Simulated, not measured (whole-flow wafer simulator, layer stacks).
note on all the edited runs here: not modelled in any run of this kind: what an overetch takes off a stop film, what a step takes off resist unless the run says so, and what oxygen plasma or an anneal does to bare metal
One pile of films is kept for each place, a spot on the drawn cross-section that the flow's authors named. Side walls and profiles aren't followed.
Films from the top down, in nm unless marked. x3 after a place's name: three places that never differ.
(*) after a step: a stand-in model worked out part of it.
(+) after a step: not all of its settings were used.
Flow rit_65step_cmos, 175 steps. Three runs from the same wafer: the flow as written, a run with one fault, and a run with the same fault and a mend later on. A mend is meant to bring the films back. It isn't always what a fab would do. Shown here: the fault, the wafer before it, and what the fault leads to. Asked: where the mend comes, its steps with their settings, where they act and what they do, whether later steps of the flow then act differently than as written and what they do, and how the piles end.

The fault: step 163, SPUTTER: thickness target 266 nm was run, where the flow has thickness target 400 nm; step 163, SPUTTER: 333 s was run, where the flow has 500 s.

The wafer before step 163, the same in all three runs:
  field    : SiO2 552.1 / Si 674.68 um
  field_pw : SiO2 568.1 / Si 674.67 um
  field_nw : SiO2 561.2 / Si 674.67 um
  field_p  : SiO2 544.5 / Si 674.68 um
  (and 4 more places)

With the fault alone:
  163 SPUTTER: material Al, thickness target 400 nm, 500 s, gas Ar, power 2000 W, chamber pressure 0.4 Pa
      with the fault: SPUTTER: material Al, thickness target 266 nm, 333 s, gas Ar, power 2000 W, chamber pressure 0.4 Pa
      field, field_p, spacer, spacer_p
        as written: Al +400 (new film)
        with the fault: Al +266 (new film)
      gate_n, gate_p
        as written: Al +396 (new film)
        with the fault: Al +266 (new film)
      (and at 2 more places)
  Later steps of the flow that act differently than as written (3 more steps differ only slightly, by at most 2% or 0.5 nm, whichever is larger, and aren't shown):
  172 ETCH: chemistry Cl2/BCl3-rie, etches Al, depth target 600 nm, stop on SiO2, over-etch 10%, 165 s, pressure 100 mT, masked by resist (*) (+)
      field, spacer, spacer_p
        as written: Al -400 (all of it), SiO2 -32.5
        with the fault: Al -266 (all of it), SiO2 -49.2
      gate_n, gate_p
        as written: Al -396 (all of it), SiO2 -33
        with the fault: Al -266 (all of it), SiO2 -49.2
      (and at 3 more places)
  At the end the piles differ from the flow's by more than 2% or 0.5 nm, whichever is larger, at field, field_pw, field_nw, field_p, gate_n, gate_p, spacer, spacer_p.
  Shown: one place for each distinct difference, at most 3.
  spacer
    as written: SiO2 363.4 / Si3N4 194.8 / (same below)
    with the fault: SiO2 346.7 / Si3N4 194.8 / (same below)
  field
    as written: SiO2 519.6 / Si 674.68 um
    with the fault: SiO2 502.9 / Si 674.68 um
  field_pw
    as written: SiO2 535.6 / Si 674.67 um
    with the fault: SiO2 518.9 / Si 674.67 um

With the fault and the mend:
  The mend comes after step 164.
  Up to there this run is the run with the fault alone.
  164a ETCH: chemistry al pan, depth target 306.7 nm
      field, field_p, gate_n, gate_p, spacer, spacer_p
        Al -266 (all of it)
      field_pw, field_nw
        Al -265.8 (all of it)
  164b SPUTTER: material Al, thickness target 400 nm, 500 s, gas Ar, power 2000 W, chamber pressure 0.4 Pa (the flow's step 163 once more)
      field, field_pw, field_p, spacer, spacer_p
        Al +400 (new film)
      gate_n, gate_p
        Al +396 (new film)
      field_nw
        Al +397.2 (new film)
  No later step of the flow acts differently than as written at any place that is followed.
  At the end the piles are the same as the flow's at every place that both follow.
